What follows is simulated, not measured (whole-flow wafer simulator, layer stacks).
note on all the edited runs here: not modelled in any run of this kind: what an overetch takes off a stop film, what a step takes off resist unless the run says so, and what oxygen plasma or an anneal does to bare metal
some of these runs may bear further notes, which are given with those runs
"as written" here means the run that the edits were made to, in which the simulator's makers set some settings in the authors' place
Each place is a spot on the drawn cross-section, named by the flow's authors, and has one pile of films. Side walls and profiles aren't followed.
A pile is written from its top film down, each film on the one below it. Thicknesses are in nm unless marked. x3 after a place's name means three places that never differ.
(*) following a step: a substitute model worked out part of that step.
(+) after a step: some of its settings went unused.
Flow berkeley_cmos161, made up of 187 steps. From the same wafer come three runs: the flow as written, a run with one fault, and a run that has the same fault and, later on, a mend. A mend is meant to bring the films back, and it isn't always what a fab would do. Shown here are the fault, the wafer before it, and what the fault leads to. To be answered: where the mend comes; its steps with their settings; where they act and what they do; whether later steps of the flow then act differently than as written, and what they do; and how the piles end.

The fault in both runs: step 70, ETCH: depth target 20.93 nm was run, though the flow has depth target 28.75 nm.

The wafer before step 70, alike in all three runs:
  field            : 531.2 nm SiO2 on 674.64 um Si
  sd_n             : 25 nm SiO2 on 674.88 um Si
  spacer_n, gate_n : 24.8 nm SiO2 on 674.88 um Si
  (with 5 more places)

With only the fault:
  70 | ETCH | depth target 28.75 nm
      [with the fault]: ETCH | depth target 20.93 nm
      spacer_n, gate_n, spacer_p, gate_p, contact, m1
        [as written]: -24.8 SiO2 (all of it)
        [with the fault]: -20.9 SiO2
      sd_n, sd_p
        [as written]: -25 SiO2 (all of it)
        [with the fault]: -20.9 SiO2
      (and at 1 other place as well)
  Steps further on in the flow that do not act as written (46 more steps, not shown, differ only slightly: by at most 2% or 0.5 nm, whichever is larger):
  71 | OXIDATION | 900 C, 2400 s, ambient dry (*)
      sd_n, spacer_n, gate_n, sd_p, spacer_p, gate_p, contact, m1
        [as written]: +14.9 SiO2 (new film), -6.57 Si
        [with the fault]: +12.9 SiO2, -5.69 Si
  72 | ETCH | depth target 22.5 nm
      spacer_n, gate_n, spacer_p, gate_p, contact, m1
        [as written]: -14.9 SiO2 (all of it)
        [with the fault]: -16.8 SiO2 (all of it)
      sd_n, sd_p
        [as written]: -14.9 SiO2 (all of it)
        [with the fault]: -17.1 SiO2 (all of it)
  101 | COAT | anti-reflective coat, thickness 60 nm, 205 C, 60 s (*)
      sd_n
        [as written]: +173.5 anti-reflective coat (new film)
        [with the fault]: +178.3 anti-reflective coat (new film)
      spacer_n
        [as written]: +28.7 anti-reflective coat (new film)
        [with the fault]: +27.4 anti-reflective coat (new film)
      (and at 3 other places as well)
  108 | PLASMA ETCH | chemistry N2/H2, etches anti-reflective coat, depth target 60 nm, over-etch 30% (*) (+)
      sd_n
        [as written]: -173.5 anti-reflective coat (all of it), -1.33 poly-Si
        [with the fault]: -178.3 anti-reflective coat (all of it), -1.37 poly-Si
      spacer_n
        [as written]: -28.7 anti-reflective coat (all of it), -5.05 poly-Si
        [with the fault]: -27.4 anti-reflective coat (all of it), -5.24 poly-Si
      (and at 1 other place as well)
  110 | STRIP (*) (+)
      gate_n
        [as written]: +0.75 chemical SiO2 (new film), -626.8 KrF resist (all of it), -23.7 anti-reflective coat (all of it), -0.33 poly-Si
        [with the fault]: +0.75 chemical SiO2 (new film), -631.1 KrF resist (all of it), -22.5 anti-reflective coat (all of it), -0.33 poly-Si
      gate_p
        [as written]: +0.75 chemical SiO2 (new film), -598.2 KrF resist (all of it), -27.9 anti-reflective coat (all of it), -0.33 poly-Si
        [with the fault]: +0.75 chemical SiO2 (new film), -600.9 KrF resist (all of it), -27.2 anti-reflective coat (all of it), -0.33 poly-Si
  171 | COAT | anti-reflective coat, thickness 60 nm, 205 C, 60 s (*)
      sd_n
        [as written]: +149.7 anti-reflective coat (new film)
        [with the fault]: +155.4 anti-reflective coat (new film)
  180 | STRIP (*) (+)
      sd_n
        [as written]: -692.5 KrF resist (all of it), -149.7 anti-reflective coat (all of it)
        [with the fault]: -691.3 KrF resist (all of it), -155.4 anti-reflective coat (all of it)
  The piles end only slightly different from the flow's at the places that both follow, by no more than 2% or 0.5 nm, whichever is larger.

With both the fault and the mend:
  After step 70 comes the mend.
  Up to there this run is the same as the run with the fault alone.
  70a | ETCH | depth target 7.82 nm (a further turn of the flow's step 70, with different settings)
      spacer_n, gate_n, spacer_p, gate_p, contact, m1
        -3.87 SiO2 (all of it)
      sd_n, sd_p
        -4.11 SiO2 (all of it)
      field
        -7.82 SiO2
  None of the later steps of the flow acts differently than as written at any place that is followed.
  By the end, the piles equal the flow's at every place that both follow.
